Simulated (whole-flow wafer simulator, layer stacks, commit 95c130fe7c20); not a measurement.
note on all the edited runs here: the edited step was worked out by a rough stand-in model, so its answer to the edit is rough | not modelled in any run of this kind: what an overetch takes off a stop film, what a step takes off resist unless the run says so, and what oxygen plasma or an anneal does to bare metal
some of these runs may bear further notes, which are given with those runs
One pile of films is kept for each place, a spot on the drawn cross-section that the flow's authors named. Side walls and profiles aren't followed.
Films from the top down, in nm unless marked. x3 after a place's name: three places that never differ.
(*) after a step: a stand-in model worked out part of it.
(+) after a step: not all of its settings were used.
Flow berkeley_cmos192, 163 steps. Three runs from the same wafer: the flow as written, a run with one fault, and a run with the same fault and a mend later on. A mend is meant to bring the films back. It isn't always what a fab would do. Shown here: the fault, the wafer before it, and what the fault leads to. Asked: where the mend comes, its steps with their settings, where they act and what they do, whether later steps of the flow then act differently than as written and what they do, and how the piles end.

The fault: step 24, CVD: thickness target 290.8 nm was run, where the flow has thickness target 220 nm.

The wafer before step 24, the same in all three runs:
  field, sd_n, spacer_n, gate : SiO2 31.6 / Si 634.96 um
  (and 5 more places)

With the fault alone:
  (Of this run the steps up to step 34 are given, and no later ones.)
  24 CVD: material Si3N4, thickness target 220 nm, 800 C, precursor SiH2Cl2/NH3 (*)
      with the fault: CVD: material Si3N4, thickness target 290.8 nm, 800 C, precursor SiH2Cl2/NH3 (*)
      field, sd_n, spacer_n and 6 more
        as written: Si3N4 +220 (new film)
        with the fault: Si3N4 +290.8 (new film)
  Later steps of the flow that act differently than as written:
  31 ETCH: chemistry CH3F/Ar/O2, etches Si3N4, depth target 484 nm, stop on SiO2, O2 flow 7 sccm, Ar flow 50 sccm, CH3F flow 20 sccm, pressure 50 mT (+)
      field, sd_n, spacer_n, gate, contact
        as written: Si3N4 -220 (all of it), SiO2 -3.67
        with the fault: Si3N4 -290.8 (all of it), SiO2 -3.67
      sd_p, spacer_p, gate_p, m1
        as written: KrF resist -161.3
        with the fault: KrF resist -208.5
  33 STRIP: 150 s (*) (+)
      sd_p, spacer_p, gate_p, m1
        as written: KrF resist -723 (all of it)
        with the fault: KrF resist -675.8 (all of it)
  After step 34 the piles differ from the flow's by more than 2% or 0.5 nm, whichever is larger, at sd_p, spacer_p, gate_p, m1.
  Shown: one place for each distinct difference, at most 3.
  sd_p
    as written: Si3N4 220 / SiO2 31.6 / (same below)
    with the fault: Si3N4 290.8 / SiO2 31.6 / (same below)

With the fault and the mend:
  The mend comes after step 24.
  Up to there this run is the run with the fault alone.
  24a ETCH: chemistry h3po4, depth target 334.4 nm
      field, sd_n, spacer_n and 6 more
        Si3N4 -290.8 (all of it)
  24b CLEAN: chemistry SPM (the flow's step 17 once more)
      changes no film at any place that is followed
  24c CVD: material Si3N4, thickness target 220 nm, 800 C, precursor SiH2Cl2/NH3 (*) (the flow's step 24 once more)
      field, sd_n, spacer_n and 6 more
        Si3N4 +220 (new film)
  No later step of the flow acts differently than as written at any place that is followed.
  At the end the piles are the same as the flow's at every place that both follow.
